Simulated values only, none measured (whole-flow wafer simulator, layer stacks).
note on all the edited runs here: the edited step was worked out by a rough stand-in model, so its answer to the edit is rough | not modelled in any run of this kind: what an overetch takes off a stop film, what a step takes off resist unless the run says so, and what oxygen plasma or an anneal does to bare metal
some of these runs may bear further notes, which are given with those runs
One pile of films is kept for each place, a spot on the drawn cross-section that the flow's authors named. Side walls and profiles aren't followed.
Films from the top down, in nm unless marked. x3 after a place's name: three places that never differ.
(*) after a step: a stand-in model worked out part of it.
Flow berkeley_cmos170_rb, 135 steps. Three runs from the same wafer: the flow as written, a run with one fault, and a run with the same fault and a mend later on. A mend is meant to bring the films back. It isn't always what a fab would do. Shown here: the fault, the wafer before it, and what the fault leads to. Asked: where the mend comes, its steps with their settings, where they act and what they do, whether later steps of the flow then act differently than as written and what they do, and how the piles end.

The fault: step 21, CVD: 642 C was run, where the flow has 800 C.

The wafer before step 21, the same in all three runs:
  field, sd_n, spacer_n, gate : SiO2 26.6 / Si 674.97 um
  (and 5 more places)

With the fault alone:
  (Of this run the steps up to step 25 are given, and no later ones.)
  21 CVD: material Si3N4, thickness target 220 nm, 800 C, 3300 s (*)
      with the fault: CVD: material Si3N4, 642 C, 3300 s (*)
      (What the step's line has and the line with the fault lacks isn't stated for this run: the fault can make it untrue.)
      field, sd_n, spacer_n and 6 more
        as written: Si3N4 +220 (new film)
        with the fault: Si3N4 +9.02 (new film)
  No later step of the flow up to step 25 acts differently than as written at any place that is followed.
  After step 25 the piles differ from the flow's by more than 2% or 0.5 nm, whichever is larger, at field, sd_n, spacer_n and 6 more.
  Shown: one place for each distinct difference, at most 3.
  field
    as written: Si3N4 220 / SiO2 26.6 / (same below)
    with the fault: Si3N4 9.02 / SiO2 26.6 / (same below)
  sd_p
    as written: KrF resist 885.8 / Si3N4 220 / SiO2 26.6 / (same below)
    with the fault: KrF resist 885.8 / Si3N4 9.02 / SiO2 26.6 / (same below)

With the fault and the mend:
  The mend comes after step 21.
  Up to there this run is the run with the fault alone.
  21a CVD: material Si3N4, thickness target 211 nm, 800 C, 3165 s (*) (the flow's step 21 once more, with other settings)
      field, sd_n, spacer_n and 6 more
        Si3N4 +211
  No later step of the flow acts differently than as written at any place that is followed.
  At the end the piles are the same as the flow's at every place that both follow.
